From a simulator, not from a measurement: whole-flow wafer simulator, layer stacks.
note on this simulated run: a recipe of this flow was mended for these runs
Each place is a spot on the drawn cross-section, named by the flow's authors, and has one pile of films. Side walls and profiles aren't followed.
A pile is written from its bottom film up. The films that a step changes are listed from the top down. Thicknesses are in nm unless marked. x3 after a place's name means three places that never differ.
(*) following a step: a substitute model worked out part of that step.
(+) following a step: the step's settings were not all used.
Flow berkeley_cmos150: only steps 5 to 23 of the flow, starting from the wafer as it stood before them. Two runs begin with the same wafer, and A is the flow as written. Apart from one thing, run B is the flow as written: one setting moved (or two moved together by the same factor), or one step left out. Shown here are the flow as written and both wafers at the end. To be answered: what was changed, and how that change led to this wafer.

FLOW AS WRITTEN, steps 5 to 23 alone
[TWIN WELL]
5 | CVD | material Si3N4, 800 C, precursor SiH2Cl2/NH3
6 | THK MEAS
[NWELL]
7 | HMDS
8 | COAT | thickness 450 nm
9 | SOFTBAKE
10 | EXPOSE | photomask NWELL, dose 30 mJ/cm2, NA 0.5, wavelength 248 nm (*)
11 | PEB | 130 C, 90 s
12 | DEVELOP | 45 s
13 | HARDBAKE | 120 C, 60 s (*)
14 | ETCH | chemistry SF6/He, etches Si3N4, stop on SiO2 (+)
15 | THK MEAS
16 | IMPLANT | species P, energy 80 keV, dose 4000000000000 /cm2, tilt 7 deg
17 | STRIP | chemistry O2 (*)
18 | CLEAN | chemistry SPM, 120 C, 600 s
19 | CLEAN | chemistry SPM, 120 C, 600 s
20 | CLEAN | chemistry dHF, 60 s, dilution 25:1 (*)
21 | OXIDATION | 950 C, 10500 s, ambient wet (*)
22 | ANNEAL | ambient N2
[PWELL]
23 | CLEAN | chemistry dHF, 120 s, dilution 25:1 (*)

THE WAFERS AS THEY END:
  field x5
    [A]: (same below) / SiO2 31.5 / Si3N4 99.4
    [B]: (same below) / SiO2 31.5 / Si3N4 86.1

What caused this: step 5, CVD: 788 C was run, though the flow has 800 C.

How this came from the change, step by step:
  5 | CVD | material Si3N4, 800 C, precursor SiH2Cl2/NH3
      field x5, field_p x3: A Si3N4 gains 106 (new film) | B Si3N4 gains 92.8 (new film)
  14 | ETCH | chemistry SF6/He, etches Si3N4, stop on SiO2 (+)
      field x5: A KrF-resist loses 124 | B KrF-resist loses 109.5
      field_p x3: A Si3N4 loses 106 (all of it), SiO2 loses 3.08 | B Si3N4 loses 92.8 (all of it), SiO2 loses 3.08
  17 | STRIP | chemistry O2 (*)
      field x5: A KrF-resist loses 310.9 (all of it) | B KrF-resist loses 325.3 (all of it)
